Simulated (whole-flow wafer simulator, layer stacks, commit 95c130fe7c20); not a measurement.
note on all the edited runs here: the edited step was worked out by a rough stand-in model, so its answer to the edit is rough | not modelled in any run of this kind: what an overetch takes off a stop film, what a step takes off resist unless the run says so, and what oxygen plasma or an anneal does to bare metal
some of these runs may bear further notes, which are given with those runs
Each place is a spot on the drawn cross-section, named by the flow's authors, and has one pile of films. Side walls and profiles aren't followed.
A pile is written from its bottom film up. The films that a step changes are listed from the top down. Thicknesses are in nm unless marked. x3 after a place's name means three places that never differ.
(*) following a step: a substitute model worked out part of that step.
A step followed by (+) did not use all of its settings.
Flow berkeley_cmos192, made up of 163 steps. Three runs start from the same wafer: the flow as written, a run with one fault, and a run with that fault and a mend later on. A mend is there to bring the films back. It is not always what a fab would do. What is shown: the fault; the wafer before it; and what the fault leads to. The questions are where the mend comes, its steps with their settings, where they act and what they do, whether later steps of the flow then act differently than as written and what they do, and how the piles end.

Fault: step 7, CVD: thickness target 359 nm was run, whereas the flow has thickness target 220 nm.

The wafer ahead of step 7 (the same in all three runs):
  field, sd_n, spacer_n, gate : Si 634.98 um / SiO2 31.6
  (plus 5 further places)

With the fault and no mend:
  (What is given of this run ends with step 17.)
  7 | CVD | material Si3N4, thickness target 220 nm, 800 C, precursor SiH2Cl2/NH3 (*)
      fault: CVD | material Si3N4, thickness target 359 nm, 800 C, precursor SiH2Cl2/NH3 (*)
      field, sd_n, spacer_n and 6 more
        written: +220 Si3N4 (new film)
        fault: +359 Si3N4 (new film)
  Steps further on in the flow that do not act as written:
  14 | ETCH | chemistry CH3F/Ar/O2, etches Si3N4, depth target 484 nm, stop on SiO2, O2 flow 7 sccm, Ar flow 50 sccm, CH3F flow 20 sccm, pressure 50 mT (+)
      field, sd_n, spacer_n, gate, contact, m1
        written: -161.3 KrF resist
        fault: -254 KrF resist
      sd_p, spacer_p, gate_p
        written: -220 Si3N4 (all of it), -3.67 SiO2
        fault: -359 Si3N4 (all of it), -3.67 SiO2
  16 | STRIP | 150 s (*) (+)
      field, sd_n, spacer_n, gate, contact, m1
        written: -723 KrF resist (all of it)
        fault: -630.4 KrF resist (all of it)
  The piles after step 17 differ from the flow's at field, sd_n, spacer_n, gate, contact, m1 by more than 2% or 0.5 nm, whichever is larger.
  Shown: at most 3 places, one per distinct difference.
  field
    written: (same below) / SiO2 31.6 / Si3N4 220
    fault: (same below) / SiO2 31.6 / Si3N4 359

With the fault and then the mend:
  After step 7 comes the mend.
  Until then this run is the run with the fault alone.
  7a | ETCH | chemistry h3po4, depth target 412.8 nm
      field, sd_n, spacer_n and 6 more
        -359 Si3N4 (all of it)
  7b | CLEAN | chemistry SC1/SC2 (a further turn of the flow's step 1)
      leaves every film unchanged at each place that is followed
  7c | CVD | material Si3N4, thickness target 220 nm, 800 C, precursor SiH2Cl2/NH3 (*) (a further turn of the flow's step 7)
      field, sd_n, spacer_n and 6 more
        +220 Si3N4 (new film)
  None of the later steps of the flow acts differently than as written at any place that is followed.
  At every place that both follow, the piles at the end match the flow's.
